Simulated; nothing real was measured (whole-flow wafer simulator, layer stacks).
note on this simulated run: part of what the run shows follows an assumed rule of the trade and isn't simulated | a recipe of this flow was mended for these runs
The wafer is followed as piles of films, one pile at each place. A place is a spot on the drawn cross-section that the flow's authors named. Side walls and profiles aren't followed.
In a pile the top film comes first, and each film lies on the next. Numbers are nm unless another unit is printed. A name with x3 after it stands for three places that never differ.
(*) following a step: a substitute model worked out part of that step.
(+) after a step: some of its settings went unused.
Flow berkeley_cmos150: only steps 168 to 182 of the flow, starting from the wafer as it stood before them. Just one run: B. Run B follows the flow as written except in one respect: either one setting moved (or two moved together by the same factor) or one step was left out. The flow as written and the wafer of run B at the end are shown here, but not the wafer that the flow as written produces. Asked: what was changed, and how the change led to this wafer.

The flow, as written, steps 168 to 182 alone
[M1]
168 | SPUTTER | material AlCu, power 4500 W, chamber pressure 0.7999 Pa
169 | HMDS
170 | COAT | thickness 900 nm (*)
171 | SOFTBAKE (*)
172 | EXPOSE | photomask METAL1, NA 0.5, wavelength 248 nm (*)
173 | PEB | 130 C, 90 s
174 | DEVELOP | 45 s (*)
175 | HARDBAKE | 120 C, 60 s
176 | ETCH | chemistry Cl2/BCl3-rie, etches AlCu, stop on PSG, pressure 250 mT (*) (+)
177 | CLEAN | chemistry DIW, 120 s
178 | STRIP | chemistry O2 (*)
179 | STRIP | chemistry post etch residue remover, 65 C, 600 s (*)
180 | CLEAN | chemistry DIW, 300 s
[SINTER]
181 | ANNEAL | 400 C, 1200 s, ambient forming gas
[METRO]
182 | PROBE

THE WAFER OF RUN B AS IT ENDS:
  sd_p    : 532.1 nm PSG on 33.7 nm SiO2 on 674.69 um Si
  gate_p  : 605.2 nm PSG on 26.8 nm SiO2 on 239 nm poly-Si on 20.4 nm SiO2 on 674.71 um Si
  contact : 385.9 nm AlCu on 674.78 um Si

The reason: step 168, SPUTTER: power 3892 W was run, whereas the flow has power 4500 W; step 179, STRIP: 518 s was run, where the flow has 600 s.

How this came from the change, step by step:
  168 | SPUTTER | material AlCu, power 4500 W, chamber pressure 0.7999 Pa
      field, sd_n, gate_n, m1: AlCu gains 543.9 (new film) (it would be, as written: AlCu gains 626.1 (new film))
      field_p: AlCu gains 537.8 (new film) (it would be, as written: AlCu gains 619.8 (new film))
      (and at 3 other places as well)
  176 | ETCH | chemistry Cl2/BCl3-rie, etches AlCu, stop on PSG, pressure 250 mT (*) (+)
      field, sd_n, gate_n: AlCu loses 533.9 (all of it), PSG loses 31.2 (it would be, as written: AlCu loses 616.1 (all of it), PSG loses 31.2)
      contact, m1: thick-KrF-resist loses 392 (it would be, as written: thick-KrF-resist loses 433.1)
      (and at 3 other places as well)
  178 | STRIP | chemistry O2 (*)
      contact: thick-KrF-resist loses 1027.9 (all of it) (it would be, as written: thick-KrF-resist loses 1006.2 (all of it))
      m1: thick-KrF-resist loses 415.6 (all of it) (it would be, as written: thick-KrF-resist loses 373.8 (all of it))
